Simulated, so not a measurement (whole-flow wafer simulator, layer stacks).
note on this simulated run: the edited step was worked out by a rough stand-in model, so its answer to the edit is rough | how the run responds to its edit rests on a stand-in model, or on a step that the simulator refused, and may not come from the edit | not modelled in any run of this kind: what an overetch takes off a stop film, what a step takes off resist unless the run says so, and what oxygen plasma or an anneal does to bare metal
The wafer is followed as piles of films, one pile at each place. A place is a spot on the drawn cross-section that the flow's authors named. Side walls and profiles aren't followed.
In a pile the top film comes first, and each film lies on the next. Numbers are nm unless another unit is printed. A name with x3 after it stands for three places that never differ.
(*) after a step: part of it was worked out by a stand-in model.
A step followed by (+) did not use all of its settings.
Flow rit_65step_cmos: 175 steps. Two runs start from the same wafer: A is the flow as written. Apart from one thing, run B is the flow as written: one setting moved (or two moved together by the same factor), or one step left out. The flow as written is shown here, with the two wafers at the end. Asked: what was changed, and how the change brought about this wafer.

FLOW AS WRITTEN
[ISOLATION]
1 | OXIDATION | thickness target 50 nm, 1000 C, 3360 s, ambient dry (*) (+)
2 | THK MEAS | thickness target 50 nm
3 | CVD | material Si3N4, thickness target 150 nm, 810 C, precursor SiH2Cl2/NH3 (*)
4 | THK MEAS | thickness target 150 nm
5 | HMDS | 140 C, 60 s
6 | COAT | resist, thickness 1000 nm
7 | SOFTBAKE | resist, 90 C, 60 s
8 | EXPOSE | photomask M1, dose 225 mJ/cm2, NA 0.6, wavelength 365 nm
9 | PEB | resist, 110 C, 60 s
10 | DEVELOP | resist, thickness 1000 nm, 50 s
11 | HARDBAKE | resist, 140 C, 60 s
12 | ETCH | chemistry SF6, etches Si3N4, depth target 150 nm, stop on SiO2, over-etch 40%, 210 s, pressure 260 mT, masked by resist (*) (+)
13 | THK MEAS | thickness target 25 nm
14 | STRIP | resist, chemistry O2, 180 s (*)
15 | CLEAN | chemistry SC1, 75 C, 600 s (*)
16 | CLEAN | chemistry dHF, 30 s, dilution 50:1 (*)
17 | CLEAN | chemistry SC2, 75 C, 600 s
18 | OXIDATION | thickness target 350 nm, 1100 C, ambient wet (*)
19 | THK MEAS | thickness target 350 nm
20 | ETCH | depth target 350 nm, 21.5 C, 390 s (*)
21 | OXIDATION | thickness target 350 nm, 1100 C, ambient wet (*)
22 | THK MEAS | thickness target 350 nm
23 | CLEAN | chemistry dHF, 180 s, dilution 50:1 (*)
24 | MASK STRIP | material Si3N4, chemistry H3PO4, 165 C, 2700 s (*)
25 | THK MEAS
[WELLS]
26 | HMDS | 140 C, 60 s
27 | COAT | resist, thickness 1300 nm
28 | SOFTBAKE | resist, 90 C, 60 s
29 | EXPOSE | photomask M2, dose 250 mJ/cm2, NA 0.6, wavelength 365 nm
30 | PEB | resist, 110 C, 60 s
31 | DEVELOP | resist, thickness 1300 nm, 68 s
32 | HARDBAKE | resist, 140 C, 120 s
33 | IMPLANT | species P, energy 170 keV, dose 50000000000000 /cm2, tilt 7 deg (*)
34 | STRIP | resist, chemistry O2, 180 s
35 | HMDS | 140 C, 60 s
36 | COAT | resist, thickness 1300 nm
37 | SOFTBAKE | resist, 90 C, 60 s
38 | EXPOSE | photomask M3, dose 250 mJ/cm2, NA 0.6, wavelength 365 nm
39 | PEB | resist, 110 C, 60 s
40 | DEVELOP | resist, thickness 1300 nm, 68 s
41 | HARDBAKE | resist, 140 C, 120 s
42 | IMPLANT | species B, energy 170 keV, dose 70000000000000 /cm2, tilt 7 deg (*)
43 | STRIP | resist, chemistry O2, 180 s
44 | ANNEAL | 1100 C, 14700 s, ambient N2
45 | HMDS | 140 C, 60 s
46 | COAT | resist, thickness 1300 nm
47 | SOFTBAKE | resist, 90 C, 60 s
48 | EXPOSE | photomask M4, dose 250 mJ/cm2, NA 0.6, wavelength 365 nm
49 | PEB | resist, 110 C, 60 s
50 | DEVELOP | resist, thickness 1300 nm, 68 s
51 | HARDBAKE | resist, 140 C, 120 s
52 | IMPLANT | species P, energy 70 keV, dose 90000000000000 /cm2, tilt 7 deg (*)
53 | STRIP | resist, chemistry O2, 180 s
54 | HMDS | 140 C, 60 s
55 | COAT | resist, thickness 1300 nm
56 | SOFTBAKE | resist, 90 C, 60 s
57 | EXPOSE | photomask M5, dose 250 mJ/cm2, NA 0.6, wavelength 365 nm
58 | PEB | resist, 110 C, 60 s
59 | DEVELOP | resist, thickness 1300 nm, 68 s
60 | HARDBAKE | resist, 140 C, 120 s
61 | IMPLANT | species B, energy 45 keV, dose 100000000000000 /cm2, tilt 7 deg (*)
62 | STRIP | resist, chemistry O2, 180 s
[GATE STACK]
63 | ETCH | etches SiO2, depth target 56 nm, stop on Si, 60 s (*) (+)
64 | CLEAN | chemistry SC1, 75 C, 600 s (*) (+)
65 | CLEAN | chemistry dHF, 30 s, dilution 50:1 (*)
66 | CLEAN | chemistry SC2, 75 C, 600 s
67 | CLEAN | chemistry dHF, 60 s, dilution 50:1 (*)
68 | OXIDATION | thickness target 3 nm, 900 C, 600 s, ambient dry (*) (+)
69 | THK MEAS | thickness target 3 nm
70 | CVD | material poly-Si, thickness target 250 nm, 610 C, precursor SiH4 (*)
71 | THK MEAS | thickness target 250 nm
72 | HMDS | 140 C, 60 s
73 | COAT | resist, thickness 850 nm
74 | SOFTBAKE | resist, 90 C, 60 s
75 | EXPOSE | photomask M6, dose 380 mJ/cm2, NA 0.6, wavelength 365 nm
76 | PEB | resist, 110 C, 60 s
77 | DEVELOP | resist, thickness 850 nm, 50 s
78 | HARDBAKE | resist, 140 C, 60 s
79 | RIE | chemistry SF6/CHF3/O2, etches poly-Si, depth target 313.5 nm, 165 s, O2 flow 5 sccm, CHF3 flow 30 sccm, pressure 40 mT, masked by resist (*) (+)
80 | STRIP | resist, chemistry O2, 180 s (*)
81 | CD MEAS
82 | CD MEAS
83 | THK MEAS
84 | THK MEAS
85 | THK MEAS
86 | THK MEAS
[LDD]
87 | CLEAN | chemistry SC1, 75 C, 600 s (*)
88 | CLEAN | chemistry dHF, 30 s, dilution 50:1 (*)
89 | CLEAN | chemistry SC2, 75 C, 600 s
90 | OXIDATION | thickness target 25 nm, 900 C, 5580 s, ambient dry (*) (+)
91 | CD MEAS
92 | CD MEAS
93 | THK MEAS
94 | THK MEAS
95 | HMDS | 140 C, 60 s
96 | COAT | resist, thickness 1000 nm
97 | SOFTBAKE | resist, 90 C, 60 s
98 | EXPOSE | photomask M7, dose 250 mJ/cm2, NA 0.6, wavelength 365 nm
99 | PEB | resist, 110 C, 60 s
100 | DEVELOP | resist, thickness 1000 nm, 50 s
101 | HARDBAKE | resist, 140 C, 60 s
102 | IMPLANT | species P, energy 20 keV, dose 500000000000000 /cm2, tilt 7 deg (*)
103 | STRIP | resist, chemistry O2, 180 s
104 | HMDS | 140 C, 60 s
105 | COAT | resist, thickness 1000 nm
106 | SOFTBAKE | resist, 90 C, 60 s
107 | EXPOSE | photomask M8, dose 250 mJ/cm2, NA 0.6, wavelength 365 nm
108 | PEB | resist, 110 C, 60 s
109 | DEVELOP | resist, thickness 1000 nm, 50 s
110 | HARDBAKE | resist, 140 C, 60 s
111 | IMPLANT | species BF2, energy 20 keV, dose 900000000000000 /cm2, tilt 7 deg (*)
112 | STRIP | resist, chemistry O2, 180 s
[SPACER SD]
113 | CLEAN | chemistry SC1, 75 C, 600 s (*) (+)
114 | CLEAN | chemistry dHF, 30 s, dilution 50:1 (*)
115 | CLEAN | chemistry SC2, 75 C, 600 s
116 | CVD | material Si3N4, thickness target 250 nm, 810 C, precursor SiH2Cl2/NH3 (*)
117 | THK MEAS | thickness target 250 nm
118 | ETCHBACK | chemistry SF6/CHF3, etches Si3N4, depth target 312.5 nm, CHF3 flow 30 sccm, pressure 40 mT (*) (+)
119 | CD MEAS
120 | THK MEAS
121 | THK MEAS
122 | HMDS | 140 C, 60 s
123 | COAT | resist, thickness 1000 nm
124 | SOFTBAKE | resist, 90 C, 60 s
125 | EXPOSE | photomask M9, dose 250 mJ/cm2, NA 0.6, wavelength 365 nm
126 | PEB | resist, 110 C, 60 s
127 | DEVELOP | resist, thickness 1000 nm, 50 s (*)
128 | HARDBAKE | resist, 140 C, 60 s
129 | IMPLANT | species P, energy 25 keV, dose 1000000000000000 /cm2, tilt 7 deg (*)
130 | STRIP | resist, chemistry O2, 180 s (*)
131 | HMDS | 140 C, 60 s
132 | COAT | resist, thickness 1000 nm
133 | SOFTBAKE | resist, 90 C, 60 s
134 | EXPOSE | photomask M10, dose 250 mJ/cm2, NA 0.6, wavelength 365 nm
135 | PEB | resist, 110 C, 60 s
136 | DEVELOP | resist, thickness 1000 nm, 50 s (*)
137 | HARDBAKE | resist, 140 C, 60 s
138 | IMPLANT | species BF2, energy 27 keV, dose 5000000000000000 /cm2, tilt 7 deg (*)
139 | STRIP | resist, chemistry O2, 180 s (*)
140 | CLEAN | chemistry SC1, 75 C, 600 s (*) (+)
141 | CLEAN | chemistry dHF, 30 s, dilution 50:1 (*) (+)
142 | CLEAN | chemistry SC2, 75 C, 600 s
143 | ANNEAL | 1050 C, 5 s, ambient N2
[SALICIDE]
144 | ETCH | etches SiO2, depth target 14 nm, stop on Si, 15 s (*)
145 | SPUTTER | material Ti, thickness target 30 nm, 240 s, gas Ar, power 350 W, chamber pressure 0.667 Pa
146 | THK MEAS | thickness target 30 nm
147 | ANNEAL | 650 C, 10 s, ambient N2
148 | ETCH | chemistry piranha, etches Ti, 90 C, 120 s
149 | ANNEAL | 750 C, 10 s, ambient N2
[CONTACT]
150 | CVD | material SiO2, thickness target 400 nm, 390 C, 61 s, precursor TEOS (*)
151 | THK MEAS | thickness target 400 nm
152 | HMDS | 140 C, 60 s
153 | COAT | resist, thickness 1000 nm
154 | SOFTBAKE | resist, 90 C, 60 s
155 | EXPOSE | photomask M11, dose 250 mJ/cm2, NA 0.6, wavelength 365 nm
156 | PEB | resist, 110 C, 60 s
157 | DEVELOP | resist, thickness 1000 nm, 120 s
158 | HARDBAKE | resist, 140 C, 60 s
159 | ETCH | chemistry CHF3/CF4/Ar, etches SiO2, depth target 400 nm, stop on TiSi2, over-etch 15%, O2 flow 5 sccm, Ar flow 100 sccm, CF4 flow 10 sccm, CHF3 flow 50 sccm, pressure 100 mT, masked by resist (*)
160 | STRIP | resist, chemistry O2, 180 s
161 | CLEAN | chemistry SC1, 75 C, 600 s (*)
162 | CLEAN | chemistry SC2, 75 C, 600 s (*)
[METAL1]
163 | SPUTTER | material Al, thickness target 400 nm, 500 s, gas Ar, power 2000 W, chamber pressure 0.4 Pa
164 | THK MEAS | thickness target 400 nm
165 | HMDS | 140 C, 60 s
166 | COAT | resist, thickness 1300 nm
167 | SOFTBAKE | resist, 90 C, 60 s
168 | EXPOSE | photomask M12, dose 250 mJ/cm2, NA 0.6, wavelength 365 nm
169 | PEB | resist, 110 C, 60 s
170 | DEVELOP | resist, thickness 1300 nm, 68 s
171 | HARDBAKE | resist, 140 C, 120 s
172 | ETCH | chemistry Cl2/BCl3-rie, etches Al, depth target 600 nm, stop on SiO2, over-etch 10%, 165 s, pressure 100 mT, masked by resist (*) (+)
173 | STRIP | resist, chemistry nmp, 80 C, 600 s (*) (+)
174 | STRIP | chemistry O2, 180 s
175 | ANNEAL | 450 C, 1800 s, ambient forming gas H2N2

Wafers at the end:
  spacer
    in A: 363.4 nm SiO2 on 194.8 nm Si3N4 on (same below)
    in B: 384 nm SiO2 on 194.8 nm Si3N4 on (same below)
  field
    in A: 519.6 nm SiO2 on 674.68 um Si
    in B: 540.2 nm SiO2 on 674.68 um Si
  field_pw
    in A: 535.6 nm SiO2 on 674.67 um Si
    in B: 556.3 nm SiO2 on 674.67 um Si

The reason: step 172, ETCH: depth target 450 nm was run, though the flow has depth target 600 nm.

How this came from the change, step by step:
  172 | ETCH | chemistry Cl2/BCl3-rie, etches Al, depth target 600 nm, stop on SiO2, over-etch 10%, 165 s, pressure 100 mT, masked by resist (*) (+)
      field, field_pw, field_p, spacer, spacer_p: A -400 Al (all of it), -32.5 SiO2 | B -400 Al (all of it), -11.9 SiO2
      gate_n, gate_p: A -396 Al (all of it), -33 SiO2 | B -396 Al (all of it), -12.4 SiO2
      (and at 1 other place as well)
